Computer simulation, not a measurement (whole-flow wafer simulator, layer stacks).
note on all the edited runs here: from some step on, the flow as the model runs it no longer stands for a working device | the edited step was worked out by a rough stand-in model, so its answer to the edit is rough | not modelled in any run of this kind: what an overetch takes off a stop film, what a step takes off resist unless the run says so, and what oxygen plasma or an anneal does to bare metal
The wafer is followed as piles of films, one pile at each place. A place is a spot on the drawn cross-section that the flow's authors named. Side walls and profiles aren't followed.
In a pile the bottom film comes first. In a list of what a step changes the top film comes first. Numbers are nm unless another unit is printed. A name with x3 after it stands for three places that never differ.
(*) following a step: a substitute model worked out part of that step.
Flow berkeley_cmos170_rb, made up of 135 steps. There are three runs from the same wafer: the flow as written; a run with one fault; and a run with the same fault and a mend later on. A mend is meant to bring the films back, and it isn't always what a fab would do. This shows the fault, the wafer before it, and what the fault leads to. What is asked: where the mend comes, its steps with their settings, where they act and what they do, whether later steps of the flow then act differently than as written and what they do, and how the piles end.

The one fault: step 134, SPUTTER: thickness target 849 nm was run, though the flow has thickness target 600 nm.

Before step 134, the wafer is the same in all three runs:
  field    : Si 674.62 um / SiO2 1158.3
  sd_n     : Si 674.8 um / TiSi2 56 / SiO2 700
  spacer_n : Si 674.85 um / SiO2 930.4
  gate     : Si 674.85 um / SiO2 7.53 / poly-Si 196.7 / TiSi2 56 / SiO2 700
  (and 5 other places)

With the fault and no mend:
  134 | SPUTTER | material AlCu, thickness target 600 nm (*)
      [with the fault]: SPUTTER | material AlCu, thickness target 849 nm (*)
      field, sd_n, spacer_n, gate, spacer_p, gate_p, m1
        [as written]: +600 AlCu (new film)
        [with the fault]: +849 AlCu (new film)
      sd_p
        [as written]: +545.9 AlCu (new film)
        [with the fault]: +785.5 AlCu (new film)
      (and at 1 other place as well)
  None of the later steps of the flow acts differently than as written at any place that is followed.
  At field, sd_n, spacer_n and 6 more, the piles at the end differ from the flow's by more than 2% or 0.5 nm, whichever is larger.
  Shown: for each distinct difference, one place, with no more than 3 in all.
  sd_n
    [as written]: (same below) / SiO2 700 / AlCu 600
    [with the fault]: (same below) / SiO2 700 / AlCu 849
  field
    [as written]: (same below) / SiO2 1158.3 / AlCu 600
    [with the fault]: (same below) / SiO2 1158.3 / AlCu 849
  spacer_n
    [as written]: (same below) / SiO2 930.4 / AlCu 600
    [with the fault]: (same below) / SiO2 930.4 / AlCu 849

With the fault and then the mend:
  The mend stands after step 134.
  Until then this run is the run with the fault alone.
  134a | ETCH | chemistry al pan, depth target 976.9 nm
      field, sd_n, spacer_n, gate, spacer_p, gate_p, m1
        -849 AlCu (all of it)
      sd_p
        -785.5 AlCu (all of it)
      contact
        -575.6 AlCu (all of it)
  134b | SPUTTER | material AlCu, thickness target 600 nm (*) (a further turn of the flow's step 134)
      field, sd_n, spacer_n, gate, spacer_p, gate_p, m1
        +600 AlCu (new film)
      sd_p
        +545.9 AlCu (new film)
      contact
        +415.1 AlCu (new film)
  None of the later steps of the flow acts differently than as written at any place that is followed.
  By the end, the piles equal the flow's at every place that both follow.
